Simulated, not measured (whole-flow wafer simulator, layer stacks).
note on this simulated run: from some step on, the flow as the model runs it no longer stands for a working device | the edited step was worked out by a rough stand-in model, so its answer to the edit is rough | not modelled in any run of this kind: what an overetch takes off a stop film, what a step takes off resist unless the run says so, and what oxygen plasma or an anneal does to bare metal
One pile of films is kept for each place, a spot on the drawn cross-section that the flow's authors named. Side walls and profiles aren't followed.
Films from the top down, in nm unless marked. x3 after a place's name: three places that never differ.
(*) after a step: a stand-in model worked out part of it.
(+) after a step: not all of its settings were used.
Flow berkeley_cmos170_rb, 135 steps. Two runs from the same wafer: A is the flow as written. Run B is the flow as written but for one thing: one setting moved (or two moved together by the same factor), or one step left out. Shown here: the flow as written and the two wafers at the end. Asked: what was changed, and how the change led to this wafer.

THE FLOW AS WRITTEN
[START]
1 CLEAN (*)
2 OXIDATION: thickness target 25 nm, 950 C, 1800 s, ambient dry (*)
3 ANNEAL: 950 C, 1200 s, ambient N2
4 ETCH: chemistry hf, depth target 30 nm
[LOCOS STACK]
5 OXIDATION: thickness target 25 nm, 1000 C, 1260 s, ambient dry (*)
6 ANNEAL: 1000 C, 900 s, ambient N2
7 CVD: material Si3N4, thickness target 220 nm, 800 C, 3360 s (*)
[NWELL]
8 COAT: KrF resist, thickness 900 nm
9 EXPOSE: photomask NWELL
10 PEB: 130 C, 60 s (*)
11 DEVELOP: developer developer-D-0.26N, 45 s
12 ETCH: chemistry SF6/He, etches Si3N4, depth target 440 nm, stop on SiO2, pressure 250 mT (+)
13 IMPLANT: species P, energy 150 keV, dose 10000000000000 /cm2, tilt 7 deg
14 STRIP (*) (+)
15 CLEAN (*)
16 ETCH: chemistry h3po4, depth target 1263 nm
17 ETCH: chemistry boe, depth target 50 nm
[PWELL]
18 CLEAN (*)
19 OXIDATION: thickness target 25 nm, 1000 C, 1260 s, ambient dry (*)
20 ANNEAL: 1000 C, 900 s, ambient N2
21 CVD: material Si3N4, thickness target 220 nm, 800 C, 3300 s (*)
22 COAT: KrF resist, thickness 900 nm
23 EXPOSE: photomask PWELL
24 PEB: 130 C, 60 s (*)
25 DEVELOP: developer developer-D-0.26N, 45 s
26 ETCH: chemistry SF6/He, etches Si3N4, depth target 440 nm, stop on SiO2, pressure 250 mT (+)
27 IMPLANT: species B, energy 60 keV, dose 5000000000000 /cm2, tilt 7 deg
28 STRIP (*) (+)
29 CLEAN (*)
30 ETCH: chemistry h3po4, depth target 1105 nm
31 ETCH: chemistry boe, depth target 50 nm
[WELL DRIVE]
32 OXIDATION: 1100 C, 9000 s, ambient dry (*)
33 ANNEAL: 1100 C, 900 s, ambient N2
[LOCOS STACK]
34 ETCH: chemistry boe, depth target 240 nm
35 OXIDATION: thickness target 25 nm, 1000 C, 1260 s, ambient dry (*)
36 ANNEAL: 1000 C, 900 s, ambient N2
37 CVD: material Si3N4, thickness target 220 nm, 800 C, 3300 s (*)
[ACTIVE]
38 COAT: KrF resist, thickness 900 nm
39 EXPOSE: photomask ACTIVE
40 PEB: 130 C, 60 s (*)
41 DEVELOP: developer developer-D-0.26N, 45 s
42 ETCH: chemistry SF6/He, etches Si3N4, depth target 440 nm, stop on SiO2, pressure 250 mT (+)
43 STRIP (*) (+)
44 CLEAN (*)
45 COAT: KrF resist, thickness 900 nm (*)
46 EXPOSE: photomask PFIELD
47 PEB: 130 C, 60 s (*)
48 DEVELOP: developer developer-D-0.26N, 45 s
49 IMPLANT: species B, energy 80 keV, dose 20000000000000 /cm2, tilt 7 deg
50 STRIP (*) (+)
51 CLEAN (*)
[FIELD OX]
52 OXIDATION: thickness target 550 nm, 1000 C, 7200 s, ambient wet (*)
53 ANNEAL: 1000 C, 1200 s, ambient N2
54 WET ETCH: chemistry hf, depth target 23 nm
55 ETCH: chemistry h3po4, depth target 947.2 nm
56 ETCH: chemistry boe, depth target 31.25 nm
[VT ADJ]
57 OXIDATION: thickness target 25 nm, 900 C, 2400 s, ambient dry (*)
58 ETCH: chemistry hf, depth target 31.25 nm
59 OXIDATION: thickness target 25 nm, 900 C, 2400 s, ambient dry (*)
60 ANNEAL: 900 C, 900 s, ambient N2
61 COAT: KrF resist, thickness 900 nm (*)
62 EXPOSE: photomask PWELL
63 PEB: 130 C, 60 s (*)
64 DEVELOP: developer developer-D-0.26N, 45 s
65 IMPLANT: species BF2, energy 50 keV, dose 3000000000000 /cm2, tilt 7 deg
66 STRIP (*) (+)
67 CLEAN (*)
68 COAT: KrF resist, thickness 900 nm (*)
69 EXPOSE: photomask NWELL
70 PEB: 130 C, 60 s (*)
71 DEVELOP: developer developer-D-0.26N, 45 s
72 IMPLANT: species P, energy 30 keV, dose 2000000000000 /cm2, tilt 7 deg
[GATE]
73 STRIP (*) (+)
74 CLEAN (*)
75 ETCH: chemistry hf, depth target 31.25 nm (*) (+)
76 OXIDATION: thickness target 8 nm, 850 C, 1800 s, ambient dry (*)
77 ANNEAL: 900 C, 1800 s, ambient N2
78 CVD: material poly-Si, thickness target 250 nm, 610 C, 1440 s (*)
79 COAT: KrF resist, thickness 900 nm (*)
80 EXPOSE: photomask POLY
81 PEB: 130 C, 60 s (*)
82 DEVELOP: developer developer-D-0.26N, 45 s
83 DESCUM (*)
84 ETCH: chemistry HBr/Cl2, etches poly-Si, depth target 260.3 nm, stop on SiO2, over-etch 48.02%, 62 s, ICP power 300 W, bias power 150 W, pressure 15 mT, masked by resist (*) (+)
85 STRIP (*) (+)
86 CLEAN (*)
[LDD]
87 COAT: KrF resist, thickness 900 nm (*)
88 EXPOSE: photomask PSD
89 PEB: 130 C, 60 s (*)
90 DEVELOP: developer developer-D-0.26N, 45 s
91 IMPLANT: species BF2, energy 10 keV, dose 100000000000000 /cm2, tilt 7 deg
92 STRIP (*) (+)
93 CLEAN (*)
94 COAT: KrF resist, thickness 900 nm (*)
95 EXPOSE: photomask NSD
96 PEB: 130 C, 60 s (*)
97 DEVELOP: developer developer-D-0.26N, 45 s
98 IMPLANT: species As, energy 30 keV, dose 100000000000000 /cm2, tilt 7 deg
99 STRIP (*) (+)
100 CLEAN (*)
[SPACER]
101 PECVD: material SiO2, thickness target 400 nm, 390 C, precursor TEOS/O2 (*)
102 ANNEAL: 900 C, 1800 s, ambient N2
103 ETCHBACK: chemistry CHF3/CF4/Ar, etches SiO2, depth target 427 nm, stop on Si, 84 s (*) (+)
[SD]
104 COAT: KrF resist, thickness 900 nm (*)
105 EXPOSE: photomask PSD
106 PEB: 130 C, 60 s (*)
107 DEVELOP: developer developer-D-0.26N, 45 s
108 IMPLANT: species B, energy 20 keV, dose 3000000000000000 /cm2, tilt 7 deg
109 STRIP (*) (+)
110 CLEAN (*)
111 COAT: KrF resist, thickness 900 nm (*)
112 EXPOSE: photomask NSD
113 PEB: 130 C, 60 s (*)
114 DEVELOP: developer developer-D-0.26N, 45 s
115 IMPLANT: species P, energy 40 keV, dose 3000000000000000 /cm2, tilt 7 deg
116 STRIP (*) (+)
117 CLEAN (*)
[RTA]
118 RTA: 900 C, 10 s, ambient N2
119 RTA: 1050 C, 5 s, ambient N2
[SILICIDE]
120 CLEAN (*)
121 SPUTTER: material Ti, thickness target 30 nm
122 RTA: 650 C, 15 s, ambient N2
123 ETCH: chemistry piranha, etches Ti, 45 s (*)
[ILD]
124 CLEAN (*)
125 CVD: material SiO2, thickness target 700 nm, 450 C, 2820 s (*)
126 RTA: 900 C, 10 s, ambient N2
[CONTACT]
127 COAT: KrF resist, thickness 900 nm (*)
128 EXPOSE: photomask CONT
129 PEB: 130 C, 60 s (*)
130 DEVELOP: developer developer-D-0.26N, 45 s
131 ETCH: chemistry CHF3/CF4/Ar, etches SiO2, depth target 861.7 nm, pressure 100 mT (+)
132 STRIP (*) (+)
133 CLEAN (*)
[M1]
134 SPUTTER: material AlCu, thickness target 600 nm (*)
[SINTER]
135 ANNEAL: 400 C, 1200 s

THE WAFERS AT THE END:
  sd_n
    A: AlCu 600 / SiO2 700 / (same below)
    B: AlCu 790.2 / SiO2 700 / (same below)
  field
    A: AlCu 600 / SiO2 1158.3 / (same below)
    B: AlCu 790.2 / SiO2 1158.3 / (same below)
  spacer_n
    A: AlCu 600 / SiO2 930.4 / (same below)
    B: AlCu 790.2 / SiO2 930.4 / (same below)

The cause: step 134, SPUTTER: thickness target 790.2 nm was run, where the flow has thickness target 600 nm.
It can be read off the wafer: sd_n has AlCu 790.2, and step 134 as written asks for 600 nm.

How the change led to this, step by step:
  134 SPUTTER: material AlCu, thickness target 600 nm (*)
      field, sd_n, spacer_n, gate, spacer_p, gate_p, m1: A AlCu +600 (new film) | B AlCu +790.2 (new film)
      sd_p: A AlCu +545.9 (new film) | B AlCu +728.6 (new film)
      (and at 1 more place)
